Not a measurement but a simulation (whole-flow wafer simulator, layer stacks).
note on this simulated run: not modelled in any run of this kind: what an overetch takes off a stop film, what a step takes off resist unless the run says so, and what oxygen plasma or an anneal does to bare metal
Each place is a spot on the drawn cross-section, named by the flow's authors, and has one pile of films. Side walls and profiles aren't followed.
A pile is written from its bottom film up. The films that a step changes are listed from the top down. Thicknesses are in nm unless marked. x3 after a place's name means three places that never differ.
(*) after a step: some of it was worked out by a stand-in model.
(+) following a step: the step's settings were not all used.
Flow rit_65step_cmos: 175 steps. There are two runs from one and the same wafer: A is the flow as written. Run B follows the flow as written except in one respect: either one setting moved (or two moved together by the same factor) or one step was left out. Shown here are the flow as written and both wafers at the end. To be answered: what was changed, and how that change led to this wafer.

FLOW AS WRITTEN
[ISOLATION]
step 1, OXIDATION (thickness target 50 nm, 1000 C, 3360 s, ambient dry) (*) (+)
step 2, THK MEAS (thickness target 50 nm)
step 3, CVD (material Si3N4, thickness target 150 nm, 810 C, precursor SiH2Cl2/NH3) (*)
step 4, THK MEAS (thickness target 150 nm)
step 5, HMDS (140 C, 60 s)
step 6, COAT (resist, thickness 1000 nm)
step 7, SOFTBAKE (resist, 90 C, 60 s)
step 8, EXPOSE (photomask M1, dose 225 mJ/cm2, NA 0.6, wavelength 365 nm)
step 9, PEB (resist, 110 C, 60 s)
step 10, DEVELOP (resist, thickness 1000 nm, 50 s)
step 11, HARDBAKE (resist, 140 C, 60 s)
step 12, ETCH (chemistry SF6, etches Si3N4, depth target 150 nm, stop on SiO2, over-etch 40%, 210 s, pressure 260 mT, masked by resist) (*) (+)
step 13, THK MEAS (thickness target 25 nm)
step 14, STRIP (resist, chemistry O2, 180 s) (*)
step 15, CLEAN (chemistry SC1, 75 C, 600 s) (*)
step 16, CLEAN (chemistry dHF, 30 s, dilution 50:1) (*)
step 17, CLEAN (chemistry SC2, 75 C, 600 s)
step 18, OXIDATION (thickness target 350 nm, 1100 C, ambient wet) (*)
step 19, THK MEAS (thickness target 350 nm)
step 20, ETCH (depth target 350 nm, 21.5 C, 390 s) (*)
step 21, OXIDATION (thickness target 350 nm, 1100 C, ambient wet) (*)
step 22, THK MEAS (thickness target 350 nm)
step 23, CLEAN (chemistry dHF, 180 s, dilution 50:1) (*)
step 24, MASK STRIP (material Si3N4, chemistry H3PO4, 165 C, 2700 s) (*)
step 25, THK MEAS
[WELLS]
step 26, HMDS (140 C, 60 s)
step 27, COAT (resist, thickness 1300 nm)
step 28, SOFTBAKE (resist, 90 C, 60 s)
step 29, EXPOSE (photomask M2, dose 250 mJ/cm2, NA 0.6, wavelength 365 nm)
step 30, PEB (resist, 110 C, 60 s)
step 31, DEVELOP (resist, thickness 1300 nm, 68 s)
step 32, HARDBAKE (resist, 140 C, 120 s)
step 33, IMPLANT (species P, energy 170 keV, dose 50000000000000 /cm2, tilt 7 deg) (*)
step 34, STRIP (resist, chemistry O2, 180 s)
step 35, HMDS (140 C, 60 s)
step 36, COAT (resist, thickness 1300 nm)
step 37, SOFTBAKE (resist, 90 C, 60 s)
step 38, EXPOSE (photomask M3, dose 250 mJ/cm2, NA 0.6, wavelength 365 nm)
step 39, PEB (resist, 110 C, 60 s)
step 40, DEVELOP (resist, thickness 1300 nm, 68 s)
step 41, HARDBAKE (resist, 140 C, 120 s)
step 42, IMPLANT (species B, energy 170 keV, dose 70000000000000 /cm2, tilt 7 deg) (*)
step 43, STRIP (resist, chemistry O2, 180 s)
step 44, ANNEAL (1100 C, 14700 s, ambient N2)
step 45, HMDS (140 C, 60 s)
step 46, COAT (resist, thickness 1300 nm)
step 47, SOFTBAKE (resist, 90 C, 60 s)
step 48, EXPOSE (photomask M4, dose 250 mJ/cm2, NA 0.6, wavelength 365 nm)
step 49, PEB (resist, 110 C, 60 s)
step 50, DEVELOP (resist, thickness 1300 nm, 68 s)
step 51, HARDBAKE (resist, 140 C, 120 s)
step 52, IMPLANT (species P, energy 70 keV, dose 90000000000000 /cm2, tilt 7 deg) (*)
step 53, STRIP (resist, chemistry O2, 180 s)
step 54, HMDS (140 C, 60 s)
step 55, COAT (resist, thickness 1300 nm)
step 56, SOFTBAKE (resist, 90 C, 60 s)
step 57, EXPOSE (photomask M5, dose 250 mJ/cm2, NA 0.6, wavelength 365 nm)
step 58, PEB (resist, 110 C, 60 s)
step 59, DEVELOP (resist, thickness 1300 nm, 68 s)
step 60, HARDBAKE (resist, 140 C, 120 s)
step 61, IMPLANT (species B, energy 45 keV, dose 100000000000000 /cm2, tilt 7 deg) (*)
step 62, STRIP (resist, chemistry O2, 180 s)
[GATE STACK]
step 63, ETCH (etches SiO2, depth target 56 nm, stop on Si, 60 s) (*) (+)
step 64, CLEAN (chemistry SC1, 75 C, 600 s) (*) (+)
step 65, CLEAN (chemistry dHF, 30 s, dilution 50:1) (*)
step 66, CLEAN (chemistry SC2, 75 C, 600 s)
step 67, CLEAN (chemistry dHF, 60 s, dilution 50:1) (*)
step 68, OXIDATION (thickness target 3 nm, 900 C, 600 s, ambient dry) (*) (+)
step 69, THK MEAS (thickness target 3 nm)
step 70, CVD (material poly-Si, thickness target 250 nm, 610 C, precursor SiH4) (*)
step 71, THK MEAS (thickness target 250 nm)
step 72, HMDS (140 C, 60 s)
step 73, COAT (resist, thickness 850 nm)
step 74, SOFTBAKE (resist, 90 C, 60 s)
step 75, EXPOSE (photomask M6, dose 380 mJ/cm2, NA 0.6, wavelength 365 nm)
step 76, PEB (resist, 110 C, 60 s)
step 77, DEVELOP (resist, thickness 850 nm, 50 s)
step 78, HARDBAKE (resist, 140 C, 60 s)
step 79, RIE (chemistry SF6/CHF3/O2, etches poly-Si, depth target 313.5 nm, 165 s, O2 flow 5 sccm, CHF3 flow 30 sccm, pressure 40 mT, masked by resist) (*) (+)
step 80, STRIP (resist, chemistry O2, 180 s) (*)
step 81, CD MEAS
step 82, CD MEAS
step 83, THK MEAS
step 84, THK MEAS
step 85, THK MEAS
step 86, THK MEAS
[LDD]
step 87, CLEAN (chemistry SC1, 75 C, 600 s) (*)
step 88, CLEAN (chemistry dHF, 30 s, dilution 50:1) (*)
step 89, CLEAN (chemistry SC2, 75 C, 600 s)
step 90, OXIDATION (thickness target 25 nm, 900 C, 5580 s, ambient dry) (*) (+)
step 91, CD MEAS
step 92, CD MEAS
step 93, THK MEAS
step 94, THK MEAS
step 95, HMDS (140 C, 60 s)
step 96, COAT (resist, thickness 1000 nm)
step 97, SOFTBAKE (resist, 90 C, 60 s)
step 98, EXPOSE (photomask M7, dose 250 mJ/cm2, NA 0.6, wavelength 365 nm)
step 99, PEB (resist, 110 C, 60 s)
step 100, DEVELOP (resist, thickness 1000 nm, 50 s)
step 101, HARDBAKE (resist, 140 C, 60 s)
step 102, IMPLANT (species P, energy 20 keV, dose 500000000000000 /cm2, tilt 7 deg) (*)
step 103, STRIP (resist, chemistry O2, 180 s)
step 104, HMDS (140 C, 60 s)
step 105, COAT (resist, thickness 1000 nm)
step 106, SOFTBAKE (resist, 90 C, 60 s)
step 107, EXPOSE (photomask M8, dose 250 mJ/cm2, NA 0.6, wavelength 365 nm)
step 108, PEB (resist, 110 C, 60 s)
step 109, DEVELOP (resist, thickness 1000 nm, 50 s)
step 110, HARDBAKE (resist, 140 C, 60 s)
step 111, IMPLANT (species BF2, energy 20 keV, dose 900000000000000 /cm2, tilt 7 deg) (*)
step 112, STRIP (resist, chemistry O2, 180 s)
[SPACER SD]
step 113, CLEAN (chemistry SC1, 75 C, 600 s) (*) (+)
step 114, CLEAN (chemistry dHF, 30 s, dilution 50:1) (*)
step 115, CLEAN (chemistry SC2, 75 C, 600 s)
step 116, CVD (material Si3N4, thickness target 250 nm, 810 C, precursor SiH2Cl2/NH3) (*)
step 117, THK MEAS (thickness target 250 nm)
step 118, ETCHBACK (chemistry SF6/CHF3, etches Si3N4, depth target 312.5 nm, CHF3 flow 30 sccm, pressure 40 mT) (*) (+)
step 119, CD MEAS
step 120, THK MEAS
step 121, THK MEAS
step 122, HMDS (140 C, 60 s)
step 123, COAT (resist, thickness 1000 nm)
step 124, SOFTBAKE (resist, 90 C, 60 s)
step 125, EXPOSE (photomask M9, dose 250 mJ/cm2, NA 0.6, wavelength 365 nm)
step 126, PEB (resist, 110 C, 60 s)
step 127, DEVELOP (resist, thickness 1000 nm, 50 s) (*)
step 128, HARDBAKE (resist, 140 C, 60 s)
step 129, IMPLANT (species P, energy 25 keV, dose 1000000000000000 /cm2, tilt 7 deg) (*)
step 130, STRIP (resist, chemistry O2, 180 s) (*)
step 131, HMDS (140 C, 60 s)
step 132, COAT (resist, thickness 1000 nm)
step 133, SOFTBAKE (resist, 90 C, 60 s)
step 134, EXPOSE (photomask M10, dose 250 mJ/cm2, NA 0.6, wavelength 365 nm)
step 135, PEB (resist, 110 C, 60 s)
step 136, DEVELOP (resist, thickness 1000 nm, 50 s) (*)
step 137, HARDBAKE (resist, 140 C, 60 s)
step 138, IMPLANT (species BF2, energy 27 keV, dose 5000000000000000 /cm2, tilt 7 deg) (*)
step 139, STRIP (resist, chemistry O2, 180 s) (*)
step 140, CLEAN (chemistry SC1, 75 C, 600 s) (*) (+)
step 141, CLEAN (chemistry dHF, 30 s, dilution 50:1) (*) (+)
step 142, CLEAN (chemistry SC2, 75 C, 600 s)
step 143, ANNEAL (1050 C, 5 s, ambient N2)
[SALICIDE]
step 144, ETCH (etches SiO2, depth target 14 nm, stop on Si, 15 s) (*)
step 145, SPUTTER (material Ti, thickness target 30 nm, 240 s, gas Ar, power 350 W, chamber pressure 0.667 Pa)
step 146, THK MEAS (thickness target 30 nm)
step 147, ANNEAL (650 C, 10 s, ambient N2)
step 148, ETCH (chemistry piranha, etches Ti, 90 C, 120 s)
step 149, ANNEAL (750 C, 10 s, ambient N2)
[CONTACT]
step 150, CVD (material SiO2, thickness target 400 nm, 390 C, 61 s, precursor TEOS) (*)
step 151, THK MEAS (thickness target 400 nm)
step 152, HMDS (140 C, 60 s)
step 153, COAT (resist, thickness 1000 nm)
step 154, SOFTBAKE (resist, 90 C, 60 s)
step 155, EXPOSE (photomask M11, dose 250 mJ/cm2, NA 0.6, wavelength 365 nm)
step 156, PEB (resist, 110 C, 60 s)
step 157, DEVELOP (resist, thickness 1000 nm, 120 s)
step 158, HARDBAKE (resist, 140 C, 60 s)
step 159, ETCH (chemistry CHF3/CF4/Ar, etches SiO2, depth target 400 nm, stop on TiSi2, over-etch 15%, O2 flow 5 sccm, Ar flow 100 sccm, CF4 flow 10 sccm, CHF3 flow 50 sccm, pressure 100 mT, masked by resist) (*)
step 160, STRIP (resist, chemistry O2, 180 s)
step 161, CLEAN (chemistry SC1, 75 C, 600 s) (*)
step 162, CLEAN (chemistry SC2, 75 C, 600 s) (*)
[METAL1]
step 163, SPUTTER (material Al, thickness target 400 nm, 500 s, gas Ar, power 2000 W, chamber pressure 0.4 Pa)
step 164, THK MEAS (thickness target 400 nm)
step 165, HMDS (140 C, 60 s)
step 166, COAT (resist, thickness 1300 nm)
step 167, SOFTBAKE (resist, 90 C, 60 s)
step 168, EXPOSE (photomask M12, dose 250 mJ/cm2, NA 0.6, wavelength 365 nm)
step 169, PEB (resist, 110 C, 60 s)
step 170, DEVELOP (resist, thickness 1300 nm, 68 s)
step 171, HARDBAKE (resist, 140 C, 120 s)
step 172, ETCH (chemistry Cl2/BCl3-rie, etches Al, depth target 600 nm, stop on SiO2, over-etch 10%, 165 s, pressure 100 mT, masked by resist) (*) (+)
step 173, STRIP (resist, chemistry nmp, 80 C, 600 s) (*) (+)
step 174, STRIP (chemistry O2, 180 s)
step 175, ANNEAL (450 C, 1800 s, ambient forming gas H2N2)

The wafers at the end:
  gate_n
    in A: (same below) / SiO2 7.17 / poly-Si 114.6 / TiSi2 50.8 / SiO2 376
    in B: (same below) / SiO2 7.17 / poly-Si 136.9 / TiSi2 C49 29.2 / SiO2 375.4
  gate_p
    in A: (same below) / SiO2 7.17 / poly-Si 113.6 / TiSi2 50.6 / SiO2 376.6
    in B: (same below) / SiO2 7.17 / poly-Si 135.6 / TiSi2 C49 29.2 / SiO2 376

The reason: step 147, ANNEAL: 601 C was run, though the flow has 650 C.

The path from the change to this, step by step:
  step 147, ANNEAL (650 C, 10 s, ambient N2)
      gate_n: A -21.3 Ti, +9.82 TiSi first (new film), +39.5 TiSi2 C49 (new film), -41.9 poly-Si | B -11.5 Ti, +15.8 TiSi first (new film), +5.83 TiSi2 C49 (new film), -15.7 poly-Si
      gate_p: A -21.2 Ti, +9.56 TiSi first (new film), +39.6 TiSi2 C49 (new film), -41.9 poly-Si | B -11.5 Ti, +15.8 TiSi first (new film), +5.83 TiSi2 C49 (new film), -15.7 poly-Si
  step 148, ETCH (chemistry piranha, etches Ti, 90 C, 120 s)
      gate_n: A -6 Ti (all of it), -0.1 TiSi first | B -15.8 Ti (all of it), -0.09 TiSi first
      gate_p: A -5.97 Ti (all of it), -0.1 TiSi first | B -15.6 Ti (all of it), -0.09 TiSi first
  step 149, ANNEAL (750 C, 10 s, ambient N2)
      gate_n: A +50.8 TiSi2 (new film), -9.72 TiSi first (all of it), -39.5 TiSi2 C49 (all of it), -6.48 poly-Si | B -15.7 TiSi first (all of it), +23.3 TiSi2 C49, -10.5 poly-Si
      gate_p: A +50.6 TiSi2 (new film), -9.46 TiSi first (all of it), -39.6 TiSi2 C49 (all of it), -6.31 poly-Si | B -15.7 TiSi first (all of it), +23.3 TiSi2 C49, -10.5 poly-Si
